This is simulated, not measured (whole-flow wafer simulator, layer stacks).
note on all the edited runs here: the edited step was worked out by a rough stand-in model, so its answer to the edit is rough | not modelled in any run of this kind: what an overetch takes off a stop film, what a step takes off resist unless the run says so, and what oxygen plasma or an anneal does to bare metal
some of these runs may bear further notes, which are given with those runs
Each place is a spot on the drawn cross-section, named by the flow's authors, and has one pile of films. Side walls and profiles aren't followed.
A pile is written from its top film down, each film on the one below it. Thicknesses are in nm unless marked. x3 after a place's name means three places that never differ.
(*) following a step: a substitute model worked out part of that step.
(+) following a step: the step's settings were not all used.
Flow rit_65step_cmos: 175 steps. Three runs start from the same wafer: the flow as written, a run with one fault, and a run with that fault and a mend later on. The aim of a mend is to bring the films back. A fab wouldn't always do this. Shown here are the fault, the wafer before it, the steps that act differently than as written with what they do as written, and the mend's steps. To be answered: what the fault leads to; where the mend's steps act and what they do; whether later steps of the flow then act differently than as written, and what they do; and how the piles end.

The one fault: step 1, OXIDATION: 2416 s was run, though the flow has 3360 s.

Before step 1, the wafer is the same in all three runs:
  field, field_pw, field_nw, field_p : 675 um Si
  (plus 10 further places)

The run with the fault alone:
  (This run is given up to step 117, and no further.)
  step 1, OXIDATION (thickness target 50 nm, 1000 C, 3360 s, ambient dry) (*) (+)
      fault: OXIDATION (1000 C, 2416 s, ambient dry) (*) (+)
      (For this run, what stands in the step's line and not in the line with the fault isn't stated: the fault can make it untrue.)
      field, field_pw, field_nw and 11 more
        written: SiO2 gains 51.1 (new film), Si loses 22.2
        fault: SiO2 gains 42.7 (new film), Si loses 18.5
  Later steps of the flow acting differently than as written (not shown: 37 more steps that differ only slightly, by at most 2% or 0.5 nm, whichever is larger):
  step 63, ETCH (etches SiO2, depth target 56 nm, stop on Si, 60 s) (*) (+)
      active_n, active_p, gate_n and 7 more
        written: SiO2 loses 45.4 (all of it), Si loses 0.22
        fault: SiO2 loses 37 (all of it), Si loses 0.39
  Once step 117 is done, the piles differ only a little from the flow's at the places that both follow, at most by 2% or 0.5 nm, whichever is larger.

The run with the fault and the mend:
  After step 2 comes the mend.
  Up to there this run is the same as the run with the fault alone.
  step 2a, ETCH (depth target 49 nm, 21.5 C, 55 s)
      field, field_pw, field_nw and 11 more
        SiO2 loses 42.7 (all of it)
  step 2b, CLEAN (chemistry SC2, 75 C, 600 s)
      field, field_pw, field_nw and 11 more
        chemical SiO2 gains 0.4 (new film), Si loses 0.17
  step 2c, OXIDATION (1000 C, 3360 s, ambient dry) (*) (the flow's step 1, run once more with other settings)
      field, field_pw, field_nw and 11 more
        SiO2 gains 51 (new film), chemical SiO2 loses 0.4 (all of it), Si loses 22.3
  Later steps of the flow acting differently than as written (not shown: 18 more steps that differ only slightly, by at most 2% or 0.5 nm, whichever is larger):
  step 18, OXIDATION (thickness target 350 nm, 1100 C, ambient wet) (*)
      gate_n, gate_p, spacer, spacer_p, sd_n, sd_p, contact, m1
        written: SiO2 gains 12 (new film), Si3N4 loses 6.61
        mend: SiO2 gains 12 (new film), Si3N4 loses 6.61, SiO2 gains 0.03
  When the end is reached, the piles differ only a little from the flow's at the places that both follow, at most by 2% or 0.5 nm, whichever is larger.
